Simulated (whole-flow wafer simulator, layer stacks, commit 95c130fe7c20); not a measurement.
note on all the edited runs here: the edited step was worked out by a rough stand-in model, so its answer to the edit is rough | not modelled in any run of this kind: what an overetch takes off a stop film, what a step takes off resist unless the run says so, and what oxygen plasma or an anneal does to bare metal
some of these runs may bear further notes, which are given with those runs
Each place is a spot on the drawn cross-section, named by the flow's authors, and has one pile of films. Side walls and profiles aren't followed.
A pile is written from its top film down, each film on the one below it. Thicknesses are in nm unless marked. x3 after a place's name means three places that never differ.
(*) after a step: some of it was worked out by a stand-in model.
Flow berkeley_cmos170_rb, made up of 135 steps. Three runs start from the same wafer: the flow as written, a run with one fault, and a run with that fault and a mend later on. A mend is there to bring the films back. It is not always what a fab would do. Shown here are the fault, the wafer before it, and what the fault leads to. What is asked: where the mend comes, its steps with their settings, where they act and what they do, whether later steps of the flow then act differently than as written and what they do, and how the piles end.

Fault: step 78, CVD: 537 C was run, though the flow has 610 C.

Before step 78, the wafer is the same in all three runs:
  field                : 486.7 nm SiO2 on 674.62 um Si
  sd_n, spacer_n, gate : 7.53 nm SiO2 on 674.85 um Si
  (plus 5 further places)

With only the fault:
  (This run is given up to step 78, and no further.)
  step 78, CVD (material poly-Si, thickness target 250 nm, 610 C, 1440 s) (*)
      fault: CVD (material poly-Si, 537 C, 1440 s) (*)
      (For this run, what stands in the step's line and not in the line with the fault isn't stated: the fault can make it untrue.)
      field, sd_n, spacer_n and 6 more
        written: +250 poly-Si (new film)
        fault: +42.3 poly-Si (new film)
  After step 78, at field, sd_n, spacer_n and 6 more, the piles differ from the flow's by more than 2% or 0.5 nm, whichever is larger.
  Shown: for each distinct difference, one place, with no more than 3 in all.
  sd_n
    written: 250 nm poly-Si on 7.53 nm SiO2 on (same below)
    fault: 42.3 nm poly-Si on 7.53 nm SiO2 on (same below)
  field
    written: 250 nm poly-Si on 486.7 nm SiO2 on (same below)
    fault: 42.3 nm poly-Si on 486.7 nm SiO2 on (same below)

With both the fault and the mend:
  The mend follows step 78.
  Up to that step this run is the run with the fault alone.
  step 78a, CVD (material poly-Si, thickness target 208 nm, 610 C, 1197 s) (*) (the flow's step 78 again, with other settings)
      field, sd_n, spacer_n and 6 more
        +208 poly-Si
  Every later step of the flow that is run acts as written, at every place that is followed, to within 2% or 0.5 nm, whichever is larger.
  The piles end only slightly different from the flow's at the places that both follow, by no more than 2% or 0.5 nm, whichever is larger.
